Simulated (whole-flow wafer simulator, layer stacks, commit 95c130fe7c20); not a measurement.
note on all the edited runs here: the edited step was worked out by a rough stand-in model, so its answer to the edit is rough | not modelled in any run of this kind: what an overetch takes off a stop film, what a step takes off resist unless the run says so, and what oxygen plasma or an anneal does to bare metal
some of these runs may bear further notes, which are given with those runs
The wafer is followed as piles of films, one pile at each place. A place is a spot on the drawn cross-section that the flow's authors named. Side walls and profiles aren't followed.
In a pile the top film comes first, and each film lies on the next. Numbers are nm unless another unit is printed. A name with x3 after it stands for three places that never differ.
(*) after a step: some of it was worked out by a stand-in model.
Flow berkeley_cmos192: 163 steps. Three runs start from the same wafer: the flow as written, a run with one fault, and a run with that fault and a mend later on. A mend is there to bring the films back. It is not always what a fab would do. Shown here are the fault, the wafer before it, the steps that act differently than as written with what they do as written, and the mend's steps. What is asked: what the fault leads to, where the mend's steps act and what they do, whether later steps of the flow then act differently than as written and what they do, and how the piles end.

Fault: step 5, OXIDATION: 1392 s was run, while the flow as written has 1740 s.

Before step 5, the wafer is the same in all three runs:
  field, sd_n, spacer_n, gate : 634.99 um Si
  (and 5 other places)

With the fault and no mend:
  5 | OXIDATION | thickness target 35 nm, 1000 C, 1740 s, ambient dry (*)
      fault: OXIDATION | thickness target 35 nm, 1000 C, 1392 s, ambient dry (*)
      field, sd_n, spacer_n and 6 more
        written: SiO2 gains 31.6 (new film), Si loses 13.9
        fault: SiO2 gains 28 (new film), Si loses 12.3
  Steps further on in the flow that do not act as written:
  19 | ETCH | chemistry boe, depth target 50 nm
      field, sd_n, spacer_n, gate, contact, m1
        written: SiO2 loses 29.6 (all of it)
        fault: SiO2 loses 25.9 (all of it)
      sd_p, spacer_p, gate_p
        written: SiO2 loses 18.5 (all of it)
        fault: SiO2 loses 14.9 (all of it)
  The piles end only slightly different from the flow's at the places that both follow, by no more than 2% or 0.5 nm, whichever is larger.

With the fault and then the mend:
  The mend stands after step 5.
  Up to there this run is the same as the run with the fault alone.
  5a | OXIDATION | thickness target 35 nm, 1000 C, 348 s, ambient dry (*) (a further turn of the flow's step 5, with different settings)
      field, sd_n, spacer_n and 6 more
        SiO2 gains 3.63, Si loses 1.6
  Later steps of the flow that are run all act as written at every place that is followed.
  The piles end the same as the flow's at every place that both follow.
